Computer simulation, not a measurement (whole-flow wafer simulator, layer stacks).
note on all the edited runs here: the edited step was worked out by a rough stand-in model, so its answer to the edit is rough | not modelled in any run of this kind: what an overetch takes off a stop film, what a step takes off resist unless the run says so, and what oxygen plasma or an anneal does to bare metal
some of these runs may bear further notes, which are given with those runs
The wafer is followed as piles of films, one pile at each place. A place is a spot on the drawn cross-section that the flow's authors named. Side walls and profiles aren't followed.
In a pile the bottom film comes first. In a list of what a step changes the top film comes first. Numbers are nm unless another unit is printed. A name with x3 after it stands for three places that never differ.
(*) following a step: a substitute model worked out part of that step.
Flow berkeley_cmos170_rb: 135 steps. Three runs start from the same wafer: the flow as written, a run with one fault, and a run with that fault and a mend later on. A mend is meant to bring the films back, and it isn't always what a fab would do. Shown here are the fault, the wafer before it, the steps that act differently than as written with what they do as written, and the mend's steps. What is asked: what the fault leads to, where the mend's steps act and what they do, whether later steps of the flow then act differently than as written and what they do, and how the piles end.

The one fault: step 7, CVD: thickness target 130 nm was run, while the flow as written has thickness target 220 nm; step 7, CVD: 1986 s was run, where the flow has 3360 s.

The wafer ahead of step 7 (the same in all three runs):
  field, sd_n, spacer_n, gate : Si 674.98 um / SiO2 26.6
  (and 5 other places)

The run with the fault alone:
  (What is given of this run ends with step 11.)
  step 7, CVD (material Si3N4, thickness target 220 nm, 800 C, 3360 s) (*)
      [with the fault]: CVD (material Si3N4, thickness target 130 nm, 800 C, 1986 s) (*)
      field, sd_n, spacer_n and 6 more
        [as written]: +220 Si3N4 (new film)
        [with the fault]: +130 Si3N4 (new film)
  Later steps of the flow up to step 11 that are run all act as written at every place that is followed.
  The piles after step 11 differ from the flow's at field, sd_n, spacer_n and 6 more by more than 2% or 0.5 nm, whichever is larger.
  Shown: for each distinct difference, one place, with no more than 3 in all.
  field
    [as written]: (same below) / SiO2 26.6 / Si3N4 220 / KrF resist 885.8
    [with the fault]: (same below) / SiO2 26.6 / Si3N4 130 / KrF resist 885.8
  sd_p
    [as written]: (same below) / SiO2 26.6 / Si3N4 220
    [with the fault]: (same below) / SiO2 26.6 / Si3N4 130

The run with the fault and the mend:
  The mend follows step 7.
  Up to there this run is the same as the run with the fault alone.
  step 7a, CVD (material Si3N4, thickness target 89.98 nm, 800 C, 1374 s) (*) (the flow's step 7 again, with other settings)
      field, sd_n, spacer_n and 6 more
        +90 Si3N4
  Later steps of the flow that are run all act as written at every place that is followed.
  At every place that both follow, the piles at the end match the flow's.
